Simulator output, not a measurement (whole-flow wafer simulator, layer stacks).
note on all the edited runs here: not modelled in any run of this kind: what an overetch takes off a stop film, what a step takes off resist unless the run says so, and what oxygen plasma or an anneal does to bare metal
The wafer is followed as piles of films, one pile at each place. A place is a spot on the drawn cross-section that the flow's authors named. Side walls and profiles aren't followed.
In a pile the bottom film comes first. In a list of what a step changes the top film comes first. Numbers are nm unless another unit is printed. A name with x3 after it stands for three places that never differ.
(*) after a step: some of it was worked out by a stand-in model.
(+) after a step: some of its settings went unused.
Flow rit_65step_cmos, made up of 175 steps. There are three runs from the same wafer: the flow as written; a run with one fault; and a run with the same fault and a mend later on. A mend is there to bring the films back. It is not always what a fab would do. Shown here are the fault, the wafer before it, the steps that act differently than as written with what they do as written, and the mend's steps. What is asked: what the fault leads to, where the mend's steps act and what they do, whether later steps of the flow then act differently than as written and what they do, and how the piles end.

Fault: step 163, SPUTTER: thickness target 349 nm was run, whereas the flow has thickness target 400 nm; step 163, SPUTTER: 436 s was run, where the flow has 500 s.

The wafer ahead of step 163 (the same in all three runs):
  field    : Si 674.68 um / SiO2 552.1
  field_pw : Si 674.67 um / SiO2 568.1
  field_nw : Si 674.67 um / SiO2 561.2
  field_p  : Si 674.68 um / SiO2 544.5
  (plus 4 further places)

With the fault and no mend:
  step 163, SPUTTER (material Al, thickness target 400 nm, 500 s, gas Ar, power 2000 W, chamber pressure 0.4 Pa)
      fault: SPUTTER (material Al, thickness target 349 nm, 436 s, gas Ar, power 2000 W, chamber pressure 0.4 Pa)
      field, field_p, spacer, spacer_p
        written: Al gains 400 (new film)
        fault: Al gains 349 (new film)
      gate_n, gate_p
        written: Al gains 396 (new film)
        fault: Al gains 349 (new film)
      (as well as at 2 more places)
  Later steps of the flow acting differently than as written (not shown: 3 more steps that differ only slightly, by at most 2% or 0.5 nm, whichever is larger):
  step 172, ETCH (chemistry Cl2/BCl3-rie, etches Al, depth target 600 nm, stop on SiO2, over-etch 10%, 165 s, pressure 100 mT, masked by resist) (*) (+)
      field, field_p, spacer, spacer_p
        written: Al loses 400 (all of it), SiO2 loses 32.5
        fault: Al loses 349 (all of it), SiO2 loses 38.9
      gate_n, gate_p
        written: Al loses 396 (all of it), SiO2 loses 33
        fault: Al loses 349 (all of it), SiO2 loses 38.9
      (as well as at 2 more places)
  The piles end only slightly different from the flow's at the places that both follow, by no more than 2% or 0.5 nm, whichever is larger.

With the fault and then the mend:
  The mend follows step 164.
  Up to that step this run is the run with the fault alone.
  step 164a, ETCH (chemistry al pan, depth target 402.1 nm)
      field, field_p, gate_n, gate_p, spacer, spacer_p
        Al loses 349 (all of it)
      field_pw
        Al loses 347.5 (all of it)
      field_nw
        Al loses 348.1 (all of it)
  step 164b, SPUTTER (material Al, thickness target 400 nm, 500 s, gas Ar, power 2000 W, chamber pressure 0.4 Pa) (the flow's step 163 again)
      field, field_pw, field_p, spacer, spacer_p
        Al gains 400 (new film)
      gate_n, gate_p
        Al gains 396 (new film)
      field_nw
        Al gains 397.2 (new film)
  Every later step of the flow that is run acts as written at every place that is followed.
  At every place that both follow, the piles at the end match the flow's.
